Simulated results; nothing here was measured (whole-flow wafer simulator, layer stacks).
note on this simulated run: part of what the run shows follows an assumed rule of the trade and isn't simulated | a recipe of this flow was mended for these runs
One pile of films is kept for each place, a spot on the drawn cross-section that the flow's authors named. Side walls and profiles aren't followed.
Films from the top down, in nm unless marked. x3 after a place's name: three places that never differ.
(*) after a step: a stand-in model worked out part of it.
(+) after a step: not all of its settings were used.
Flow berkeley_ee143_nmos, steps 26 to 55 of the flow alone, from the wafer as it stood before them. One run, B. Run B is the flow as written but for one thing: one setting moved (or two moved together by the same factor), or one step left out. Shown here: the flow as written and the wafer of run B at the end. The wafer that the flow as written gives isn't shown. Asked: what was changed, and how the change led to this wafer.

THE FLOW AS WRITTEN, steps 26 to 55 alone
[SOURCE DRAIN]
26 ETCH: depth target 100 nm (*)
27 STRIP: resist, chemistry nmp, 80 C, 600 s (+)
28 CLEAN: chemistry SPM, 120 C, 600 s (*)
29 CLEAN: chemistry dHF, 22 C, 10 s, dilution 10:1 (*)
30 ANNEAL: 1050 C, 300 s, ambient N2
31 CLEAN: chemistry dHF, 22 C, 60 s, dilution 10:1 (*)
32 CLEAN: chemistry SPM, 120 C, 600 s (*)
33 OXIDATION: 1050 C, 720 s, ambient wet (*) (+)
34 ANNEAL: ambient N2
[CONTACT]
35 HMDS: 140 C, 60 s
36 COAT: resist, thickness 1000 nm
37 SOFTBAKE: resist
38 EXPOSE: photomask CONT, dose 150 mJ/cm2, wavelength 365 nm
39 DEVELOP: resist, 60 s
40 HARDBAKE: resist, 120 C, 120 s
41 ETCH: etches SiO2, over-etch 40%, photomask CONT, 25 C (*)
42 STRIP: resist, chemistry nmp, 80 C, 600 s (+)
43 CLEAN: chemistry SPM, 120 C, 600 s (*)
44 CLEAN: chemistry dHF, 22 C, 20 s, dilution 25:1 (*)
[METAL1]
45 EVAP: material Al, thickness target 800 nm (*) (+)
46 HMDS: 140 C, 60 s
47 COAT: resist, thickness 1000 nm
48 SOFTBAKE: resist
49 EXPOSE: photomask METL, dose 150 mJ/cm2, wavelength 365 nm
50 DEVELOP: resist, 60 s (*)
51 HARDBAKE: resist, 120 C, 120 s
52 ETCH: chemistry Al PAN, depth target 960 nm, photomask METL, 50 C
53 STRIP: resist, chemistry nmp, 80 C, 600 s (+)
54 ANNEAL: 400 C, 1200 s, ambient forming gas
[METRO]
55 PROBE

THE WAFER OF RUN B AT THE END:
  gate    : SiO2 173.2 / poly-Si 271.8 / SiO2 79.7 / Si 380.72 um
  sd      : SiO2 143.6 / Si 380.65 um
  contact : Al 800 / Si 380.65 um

The cause: step 33, OXIDATION: 1021 C was run, where the flow has 1050 C.

How the change led to this, step by step:
  33 OXIDATION: 1050 C, 720 s, ambient wet (*) (+)
      sd, contact: SiO2 +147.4 (new film), chemical SiO2 -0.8 (all of it), Si -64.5 (as written it would be: SiO2 +189.4 (new film), chemical SiO2 -0.8 (all of it), Si -83)
      gate: SiO2 +177 (new film), chemical SiO2 -0.8 (all of it), poly-Si -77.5 (as written it would be: SiO2 +217.6 (new film), chemical SiO2 -0.8 (all of it), poly-Si -95.4)
      (and at 1 more place)
  41 ETCH: etches SiO2, over-etch 40%, photomask CONT, 25 C (*)
      contact: SiO2 -147.4 (all of it) (as written it would be: SiO2 -189.4 (all of it))
  47 COAT: resist, thickness 1000 nm
      contact: resist +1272 (new film) (as written it would be: resist +1301 (new film))
  51 HARDBAKE: resist, 120 C, 120 s
      contact: resist -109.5 (as written it would be: resist -112.2)
  53 STRIP: resist, chemistry nmp, 80 C, 600 s (+)
      contact: resist -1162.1 (all of it) (as written it would be: resist -1188.4 (all of it))
